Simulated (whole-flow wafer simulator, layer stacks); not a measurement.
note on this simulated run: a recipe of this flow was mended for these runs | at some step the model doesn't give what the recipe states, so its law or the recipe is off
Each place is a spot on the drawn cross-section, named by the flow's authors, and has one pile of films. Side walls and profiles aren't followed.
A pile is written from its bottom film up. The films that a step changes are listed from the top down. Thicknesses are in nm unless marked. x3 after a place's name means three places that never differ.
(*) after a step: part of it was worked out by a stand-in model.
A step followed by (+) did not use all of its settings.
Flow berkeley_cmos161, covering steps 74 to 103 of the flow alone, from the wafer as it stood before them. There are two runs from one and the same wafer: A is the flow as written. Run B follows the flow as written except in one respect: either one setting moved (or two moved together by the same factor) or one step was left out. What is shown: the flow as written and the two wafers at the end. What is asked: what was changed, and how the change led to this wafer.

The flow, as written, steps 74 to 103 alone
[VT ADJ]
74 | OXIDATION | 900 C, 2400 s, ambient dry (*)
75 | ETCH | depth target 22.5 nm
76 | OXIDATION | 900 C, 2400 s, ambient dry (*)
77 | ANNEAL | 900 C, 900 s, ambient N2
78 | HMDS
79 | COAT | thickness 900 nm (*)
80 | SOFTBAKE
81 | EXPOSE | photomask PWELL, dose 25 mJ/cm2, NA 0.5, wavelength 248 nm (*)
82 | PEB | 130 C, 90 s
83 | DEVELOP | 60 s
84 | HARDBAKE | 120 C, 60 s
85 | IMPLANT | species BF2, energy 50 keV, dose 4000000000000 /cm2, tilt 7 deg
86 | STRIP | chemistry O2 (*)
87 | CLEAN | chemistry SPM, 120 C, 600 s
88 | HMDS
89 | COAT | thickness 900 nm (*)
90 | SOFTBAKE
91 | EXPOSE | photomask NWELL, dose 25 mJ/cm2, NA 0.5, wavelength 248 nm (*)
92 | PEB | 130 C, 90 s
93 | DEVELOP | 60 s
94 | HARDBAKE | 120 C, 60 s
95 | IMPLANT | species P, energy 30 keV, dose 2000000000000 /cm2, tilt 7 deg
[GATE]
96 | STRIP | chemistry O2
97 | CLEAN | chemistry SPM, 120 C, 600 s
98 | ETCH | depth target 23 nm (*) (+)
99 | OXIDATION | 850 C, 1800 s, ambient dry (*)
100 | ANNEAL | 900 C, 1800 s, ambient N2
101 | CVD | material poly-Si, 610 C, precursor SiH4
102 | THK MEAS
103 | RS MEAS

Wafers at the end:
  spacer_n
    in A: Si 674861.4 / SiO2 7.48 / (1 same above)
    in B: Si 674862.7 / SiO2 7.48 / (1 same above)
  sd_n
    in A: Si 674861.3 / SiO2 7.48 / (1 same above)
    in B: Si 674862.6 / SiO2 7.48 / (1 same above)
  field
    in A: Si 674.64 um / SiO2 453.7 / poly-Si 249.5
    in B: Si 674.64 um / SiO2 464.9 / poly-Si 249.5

What caused this: step 75, ETCH: depth target 11.25 nm was run, whereas the flow has depth target 22.5 nm.

Step by step, how the change led to this:
  75 | ETCH | depth target 22.5 nm
      sd_n, spacer_n, gate_n, sd_p, spacer_p, gate_p, contact, m1: A SiO2 loses 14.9 (all of it) | B SiO2 loses 11.2
      field: A SiO2 loses 22.5 | B SiO2 loses 11.2
  76 | OXIDATION | 900 C, 2400 s, ambient dry (*)
      sd_n, spacer_n, gate_n, sd_p, spacer_p, gate_p, contact, m1: A SiO2 gains 14.9 (new film), Si loses 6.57 | B SiO2 gains 12, Si loses 5.28
  98 | ETCH | depth target 23 nm (*) (+)
      sd_n, spacer_n, gate_n, sd_p, spacer_p, gate_p, contact, m1: A SiO2 loses 14.9 (all of it) | B SiO2 loses 15.7 (all of it)
